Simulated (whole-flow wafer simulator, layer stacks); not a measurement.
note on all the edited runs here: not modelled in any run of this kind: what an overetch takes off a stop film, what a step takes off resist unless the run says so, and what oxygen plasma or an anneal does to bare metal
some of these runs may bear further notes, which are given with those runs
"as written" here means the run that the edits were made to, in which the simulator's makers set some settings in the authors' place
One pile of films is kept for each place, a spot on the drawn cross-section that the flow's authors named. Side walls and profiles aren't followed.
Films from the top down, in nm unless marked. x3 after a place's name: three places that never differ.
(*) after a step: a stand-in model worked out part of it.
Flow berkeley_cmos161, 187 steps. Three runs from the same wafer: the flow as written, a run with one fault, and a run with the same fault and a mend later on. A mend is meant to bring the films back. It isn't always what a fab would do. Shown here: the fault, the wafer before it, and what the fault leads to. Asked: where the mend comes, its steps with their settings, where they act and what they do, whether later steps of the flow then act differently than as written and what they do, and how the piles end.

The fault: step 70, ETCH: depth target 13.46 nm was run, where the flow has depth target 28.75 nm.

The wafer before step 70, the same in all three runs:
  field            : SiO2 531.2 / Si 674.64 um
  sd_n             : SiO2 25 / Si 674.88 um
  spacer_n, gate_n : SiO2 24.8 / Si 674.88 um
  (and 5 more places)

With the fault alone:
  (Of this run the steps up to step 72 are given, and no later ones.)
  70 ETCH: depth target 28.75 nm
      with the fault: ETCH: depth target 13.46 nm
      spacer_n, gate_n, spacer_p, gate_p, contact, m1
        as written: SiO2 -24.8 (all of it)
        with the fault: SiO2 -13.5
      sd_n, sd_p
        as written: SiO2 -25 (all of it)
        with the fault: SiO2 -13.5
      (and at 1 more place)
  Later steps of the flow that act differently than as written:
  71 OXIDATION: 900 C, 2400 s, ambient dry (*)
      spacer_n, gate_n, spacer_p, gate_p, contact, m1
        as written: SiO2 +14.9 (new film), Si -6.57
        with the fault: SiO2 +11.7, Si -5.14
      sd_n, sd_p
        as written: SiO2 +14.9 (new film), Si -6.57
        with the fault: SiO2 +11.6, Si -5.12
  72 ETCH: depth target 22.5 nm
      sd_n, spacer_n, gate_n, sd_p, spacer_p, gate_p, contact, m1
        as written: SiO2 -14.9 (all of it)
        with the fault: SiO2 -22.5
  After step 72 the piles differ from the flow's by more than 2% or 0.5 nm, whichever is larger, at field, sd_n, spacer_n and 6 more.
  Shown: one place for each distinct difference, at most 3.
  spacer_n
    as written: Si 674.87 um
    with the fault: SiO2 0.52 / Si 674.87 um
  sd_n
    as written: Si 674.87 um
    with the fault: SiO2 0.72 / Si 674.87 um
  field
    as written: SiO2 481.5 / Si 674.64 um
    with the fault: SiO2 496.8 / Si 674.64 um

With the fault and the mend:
  The mend comes after step 70.
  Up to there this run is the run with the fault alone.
  70a ETCH: depth target 15.3 nm (the flow's step 70 once more, with other settings)
      spacer_n, gate_n, spacer_p, gate_p, contact, m1
        SiO2 -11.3 (all of it)
      sd_n, sd_p
        SiO2 -11.6 (all of it)
      field
        SiO2 -15.3
  No later step of the flow acts differently than as written, at any place that is followed, by more than 2% or 0.5 nm, whichever is larger.
  At the end the piles are the same as the flow's at every place that both follow.
